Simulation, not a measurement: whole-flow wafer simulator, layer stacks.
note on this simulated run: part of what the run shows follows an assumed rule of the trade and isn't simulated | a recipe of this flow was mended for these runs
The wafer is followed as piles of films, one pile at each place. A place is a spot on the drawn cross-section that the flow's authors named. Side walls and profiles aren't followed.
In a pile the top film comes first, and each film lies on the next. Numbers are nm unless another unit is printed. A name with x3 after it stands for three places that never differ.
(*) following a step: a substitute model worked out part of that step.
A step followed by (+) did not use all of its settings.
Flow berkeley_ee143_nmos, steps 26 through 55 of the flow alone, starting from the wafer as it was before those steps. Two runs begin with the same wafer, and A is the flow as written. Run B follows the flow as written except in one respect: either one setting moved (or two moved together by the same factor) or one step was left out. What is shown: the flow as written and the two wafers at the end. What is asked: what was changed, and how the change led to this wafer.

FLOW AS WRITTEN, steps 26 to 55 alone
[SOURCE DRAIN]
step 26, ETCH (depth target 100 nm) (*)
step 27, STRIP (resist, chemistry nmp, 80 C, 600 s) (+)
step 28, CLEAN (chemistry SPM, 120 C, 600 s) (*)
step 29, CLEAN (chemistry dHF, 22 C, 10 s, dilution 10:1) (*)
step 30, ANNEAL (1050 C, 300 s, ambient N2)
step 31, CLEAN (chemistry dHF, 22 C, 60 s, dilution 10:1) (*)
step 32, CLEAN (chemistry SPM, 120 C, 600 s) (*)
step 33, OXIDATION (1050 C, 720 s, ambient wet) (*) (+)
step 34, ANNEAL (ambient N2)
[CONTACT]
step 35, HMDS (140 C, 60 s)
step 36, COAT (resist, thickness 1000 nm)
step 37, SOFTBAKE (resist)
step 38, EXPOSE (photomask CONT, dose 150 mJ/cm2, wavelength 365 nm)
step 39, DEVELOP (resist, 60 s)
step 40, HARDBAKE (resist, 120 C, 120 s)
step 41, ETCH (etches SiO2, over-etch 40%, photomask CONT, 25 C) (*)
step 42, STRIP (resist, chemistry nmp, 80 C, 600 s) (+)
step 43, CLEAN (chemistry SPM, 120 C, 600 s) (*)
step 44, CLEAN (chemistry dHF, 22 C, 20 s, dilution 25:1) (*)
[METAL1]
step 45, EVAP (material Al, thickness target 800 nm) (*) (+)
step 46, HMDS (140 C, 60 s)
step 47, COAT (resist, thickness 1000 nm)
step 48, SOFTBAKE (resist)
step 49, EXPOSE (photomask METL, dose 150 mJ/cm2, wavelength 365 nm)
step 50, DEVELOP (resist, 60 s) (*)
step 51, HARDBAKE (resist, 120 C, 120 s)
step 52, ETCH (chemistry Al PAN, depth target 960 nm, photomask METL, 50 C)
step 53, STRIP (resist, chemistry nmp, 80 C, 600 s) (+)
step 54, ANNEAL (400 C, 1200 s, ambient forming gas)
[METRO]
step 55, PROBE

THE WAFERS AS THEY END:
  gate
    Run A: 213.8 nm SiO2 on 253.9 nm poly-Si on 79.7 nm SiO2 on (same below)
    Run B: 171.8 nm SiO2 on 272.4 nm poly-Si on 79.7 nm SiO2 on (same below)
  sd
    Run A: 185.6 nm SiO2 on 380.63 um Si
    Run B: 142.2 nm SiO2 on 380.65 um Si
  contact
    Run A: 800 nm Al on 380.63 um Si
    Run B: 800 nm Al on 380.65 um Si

The reason: step 33, OXIDATION: 1020 C was run, though the flow has 1050 C.

How this came from the change, step by step:
  step 33, OXIDATION (1050 C, 720 s, ambient wet) (*) (+)
      sd, contact: A SiO2 gains 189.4 (new film), chemical SiO2 loses 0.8 (all of it), Si loses 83 | B SiO2 gains 146 (new film), chemical SiO2 loses 0.8 (all of it), Si loses 63.9
      gate: A SiO2 gains 217.6 (new film), chemical SiO2 loses 0.8 (all of it), poly-Si loses 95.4 | B SiO2 gains 175.6 (new film), chemical SiO2 loses 0.8 (all of it), poly-Si loses 76.9
      (also at 1 further place)
  step 41, ETCH (etches SiO2, over-etch 40%, photomask CONT, 25 C) (*)
      contact: A SiO2 loses 189.4 (all of it) | B SiO2 loses 146 (all of it)
  step 47, COAT (resist, thickness 1000 nm)
      contact: A resist gains 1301 (new film) | B resist gains 1271.1 (new film)
  step 51, HARDBAKE (resist, 120 C, 120 s)
      contact: A resist loses 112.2 | B resist loses 109.4
  step 53, STRIP (resist, chemistry nmp, 80 C, 600 s) (+)
      contact: A resist loses 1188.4 (all of it) | B resist loses 1161.3 (all of it)
